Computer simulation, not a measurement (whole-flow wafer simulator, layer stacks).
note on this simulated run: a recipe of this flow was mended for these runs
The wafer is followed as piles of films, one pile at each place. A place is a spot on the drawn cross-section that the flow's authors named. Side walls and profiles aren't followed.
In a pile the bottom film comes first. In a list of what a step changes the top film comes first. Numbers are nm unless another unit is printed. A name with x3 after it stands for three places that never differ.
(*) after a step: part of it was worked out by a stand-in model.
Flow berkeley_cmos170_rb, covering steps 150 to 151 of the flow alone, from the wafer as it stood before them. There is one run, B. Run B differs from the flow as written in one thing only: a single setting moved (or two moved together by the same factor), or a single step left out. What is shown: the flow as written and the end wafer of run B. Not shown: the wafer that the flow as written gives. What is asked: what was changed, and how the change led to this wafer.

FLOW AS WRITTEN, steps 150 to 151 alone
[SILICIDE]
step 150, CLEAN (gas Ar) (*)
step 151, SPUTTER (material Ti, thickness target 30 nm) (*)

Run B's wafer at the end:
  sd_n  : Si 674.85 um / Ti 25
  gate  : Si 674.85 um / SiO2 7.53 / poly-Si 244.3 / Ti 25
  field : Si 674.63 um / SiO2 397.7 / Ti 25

The reason: step 151, SPUTTER: thickness target 25 nm was run, while the flow as written has thickness target 30 nm.
The wafer lets one read it off: sd_n has Ti 25, and step 151 as written asks for 30 nm.

Step by step, how the change led to this:
  step 151, SPUTTER (material Ti, thickness target 30 nm) (*)
      field, sd_n, spacer_n, gate, spacer_p, gate_p, contact, m1: Ti gains 25 (new film) (as written it would have been: Ti gains 30 (new film))
      sd_p: Ti gains 23.3 (new film) (as written it would have been: Ti gains 27.9 (new film))
